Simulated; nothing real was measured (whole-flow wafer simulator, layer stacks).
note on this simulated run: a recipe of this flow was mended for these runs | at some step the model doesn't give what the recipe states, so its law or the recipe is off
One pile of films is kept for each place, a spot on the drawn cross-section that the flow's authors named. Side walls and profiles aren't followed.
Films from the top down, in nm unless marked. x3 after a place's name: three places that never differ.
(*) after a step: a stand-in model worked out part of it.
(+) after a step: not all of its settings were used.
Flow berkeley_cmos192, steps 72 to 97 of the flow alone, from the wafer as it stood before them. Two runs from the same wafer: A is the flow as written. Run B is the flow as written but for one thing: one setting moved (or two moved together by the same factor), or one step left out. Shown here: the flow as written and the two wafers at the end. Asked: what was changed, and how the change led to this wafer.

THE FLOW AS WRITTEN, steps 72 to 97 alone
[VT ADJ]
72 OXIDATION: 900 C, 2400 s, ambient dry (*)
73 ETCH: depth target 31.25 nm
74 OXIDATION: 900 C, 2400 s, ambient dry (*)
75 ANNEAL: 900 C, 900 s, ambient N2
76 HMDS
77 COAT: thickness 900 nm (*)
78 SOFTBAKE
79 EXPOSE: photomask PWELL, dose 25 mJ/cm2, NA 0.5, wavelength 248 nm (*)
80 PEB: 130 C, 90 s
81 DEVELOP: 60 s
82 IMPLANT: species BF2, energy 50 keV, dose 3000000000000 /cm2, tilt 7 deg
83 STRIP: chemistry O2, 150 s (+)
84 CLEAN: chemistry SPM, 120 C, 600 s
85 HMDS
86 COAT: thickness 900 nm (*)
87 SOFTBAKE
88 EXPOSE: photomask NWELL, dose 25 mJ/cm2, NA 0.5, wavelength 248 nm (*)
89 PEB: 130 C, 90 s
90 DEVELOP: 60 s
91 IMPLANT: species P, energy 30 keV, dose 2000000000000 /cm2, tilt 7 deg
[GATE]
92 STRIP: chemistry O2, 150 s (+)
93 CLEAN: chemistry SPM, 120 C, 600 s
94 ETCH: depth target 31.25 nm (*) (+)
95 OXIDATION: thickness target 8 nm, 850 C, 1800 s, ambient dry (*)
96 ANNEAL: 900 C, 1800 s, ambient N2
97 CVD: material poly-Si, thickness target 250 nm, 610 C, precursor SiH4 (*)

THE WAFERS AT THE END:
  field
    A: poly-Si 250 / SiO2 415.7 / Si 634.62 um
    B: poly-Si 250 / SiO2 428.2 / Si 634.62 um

The cause: step 94, ETCH: depth target 18.76 nm was run, where the flow has depth target 31.25 nm.

How the change led to this, step by step:
  94 ETCH: depth target 31.25 nm (*) (+)
      field: A SiO2 -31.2 | B SiO2 -18.8
